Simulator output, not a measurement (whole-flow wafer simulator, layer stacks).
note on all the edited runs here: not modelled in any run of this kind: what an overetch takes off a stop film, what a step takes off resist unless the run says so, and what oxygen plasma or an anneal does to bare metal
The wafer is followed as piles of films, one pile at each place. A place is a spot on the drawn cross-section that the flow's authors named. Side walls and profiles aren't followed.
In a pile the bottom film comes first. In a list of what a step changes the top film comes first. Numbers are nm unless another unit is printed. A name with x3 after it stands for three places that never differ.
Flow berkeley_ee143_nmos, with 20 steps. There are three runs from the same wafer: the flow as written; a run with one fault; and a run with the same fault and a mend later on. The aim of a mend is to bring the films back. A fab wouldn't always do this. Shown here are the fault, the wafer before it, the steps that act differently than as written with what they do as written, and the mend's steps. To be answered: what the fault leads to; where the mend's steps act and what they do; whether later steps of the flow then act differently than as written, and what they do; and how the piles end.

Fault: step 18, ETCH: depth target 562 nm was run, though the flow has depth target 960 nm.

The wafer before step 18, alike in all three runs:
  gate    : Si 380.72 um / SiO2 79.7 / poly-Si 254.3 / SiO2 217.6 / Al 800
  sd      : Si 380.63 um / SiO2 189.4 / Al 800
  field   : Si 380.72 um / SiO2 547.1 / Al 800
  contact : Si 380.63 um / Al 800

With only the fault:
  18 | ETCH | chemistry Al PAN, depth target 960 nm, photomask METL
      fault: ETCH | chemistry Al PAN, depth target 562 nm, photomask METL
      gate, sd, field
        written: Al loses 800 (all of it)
        fault: Al loses 562
  None of the later steps of the flow acts differently than as written at any place that is followed.
  By the end, the piles at gate, sd, field depart from the flow's by more than 2% or 0.5 nm, whichever is larger.
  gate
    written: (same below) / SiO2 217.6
    fault: (same below) / SiO2 217.6 / Al 238
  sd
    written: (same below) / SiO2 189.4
    fault: (same below) / SiO2 189.4 / Al 238
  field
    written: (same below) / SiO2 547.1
    fault: (same below) / SiO2 547.1 / Al 238

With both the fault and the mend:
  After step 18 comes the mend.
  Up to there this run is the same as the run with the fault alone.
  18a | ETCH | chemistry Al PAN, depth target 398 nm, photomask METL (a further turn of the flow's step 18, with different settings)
      gate, sd, field
        Al loses 238 (all of it)
  None of the later steps of the flow acts differently than as written at any place that is followed.
  By the end, the piles equal the flow's at every place that both follow.
